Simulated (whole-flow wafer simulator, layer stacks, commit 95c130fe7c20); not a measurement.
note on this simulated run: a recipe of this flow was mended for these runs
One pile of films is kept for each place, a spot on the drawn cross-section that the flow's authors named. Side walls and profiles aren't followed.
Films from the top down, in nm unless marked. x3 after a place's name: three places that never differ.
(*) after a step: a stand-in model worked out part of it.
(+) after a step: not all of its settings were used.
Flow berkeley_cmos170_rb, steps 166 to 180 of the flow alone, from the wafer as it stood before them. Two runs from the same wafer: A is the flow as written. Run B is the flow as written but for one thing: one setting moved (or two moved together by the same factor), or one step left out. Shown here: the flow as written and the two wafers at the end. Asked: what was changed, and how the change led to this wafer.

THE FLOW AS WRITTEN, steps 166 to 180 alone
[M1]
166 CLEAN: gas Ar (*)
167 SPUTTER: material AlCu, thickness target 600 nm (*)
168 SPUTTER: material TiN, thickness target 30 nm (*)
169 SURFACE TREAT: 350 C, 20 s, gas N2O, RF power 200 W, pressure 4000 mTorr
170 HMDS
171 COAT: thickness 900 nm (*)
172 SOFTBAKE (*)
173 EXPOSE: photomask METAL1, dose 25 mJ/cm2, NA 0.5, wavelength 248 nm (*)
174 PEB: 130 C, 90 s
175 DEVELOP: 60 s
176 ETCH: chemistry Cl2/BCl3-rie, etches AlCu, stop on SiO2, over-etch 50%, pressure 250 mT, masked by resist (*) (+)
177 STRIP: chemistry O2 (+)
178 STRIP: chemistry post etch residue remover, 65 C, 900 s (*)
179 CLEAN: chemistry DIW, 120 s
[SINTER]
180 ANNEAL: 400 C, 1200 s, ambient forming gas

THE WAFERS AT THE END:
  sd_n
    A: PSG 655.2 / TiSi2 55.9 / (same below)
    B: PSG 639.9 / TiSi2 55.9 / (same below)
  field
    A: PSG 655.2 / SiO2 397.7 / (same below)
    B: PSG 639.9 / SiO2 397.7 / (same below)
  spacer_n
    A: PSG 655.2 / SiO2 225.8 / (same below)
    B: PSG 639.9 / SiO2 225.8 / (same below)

The cause: step 176, ETCH: over-etch 69.4% was run, where the flow has over-etch 50%.

How the change led to this, step by step:
  176 ETCH: chemistry Cl2/BCl3-rie, etches AlCu, stop on SiO2, over-etch 50%, pressure 250 mT, masked by resist (*) (+)
      field, sd_n, spacer_n, gate, spacer_p, gate_p: A TiN -30 (all of it), AlCu -600 (all of it), PSG -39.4 | B TiN -30 (all of it), AlCu -600 (all of it), PSG -54.7
      contact, m1: A KrF-resist -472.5 | B KrF-resist -533.6
      (and at 1 more place)
  177 STRIP: chemistry O2 (+)
      contact: A KrF-resist -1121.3 (all of it) | B KrF-resist -1060.2 (all of it)
      m1: A KrF-resist -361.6 (all of it) | B KrF-resist -300.5 (all of it)
